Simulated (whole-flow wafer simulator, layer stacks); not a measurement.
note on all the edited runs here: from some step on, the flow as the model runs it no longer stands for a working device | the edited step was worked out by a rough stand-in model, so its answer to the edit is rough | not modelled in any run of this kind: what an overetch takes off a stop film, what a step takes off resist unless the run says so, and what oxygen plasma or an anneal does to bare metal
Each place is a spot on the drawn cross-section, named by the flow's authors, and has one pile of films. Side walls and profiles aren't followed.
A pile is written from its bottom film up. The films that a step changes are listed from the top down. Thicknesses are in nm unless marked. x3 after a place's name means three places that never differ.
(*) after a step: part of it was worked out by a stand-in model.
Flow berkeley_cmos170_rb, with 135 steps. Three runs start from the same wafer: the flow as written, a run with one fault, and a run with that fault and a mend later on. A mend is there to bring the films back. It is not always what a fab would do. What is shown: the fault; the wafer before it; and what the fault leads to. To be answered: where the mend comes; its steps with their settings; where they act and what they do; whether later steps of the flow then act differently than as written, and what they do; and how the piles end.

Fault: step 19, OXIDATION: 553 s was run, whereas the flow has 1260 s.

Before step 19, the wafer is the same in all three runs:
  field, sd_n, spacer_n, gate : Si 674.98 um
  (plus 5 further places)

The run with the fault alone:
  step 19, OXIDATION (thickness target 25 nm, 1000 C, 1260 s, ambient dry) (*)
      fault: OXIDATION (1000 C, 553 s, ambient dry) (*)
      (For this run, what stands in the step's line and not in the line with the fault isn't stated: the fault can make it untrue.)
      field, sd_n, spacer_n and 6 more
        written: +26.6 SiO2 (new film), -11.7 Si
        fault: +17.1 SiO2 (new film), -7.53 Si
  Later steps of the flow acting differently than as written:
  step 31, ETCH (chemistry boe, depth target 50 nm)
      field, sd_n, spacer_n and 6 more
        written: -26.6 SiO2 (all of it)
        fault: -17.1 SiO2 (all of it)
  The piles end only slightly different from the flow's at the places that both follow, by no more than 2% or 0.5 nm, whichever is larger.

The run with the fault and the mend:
  After step 20 comes the mend.
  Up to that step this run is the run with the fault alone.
  step 20a, OXIDATION (1000 C, 610 s, ambient dry) (*) (the flow's step 19, run once more with other settings)
      field, sd_n, spacer_n and 6 more
        +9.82 SiO2, -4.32 Si
  None of the later steps of the flow differs from how it acts as written, at any place that is followed, by more than 2% or 0.5 nm, whichever is larger.
  The piles end only slightly different from the flow's at the places that both follow, by no more than 2% or 0.5 nm, whichever is larger.
